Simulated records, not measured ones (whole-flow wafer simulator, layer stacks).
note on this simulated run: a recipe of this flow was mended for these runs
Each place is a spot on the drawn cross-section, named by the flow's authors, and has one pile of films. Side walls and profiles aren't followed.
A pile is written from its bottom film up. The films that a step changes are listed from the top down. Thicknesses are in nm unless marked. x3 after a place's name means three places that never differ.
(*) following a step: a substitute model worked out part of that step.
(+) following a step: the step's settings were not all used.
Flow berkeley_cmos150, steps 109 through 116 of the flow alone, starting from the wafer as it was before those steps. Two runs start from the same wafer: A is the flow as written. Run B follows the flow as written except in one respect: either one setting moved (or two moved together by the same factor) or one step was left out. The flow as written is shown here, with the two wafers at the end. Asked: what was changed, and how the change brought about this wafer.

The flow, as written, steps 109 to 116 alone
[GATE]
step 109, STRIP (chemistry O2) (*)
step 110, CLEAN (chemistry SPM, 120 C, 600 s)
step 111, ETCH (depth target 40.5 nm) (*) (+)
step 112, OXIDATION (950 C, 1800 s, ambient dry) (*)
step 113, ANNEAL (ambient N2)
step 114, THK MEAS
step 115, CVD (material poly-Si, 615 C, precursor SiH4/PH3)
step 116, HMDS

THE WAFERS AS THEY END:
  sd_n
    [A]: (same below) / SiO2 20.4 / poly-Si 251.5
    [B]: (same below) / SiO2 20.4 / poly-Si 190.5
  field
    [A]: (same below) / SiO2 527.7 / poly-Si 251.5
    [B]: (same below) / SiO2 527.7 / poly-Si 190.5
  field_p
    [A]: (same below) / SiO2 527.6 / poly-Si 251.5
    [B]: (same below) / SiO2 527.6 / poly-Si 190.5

What caused this: step 115, CVD: 603 C was run, whereas the flow has 615 C.

How this came from the change, step by step:
  step 115, CVD (material poly-Si, 615 C, precursor SiH4/PH3)
      field, field_p, sd_n, gate_n, sd_p x2, contact, m1: A poly-Si gains 251.5 (new film) | B poly-Si gains 190.5 (new film)
